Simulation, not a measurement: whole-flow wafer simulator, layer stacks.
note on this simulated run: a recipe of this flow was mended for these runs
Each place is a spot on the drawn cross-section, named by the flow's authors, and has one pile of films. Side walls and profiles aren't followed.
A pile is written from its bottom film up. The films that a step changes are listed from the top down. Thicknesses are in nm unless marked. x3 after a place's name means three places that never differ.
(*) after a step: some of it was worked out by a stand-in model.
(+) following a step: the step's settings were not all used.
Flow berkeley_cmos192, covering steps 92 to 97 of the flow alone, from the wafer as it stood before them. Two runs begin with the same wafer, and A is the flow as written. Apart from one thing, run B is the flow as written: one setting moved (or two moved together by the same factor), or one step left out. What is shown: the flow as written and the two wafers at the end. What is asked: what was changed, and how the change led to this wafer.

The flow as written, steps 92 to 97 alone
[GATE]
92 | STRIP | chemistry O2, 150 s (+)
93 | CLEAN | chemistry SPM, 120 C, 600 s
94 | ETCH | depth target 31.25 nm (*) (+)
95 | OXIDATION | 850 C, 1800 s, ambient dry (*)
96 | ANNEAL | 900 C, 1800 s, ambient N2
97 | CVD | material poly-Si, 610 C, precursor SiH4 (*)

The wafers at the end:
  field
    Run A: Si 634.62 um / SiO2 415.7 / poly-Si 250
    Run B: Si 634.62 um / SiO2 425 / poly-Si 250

The reason: step 94, ETCH: depth target 21.9 nm was run, though the flow has depth target 31.25 nm.

How this came from the change, step by step:
  94 | ETCH | depth target 31.25 nm (*) (+)
      field: A -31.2 SiO2 | B -21.9 SiO2
